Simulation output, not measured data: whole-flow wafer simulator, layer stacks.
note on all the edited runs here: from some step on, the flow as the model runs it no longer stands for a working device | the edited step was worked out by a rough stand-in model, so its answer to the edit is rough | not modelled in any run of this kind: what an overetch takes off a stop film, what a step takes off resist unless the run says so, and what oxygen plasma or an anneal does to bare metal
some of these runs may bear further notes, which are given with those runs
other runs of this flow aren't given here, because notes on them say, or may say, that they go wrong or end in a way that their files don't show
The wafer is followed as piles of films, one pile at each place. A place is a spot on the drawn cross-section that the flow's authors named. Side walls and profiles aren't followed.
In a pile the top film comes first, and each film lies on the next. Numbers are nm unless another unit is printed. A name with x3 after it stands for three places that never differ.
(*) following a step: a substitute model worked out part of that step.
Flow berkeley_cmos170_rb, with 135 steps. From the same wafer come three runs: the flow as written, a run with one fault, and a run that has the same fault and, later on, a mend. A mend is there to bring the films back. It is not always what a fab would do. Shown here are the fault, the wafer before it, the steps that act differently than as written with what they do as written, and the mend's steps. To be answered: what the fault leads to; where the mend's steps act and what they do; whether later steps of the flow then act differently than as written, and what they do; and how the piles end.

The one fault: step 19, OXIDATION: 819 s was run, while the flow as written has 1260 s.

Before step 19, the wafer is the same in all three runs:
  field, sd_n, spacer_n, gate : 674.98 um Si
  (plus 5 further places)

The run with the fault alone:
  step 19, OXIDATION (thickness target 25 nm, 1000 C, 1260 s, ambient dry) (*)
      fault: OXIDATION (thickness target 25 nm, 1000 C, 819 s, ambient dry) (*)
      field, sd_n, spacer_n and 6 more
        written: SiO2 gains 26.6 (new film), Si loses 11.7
        fault: SiO2 gains 21.1 (new film), Si loses 9.3
  Steps later in the flow that act otherwise than as written:
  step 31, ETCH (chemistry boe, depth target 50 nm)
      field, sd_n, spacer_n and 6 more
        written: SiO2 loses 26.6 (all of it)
        fault: SiO2 loses 21.1 (all of it)
  The piles end only slightly different from the flow's at the places that both follow, by no more than 2% or 0.5 nm, whichever is larger.

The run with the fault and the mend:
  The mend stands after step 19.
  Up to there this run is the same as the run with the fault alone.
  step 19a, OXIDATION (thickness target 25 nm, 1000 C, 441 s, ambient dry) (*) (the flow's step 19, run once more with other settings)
      field, sd_n, spacer_n and 6 more
        SiO2 gains 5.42, Si loses 2.39
  Later steps of the flow that are run all act as written at every place that is followed.
  By the end, the piles equal the flow's at every place that both follow.
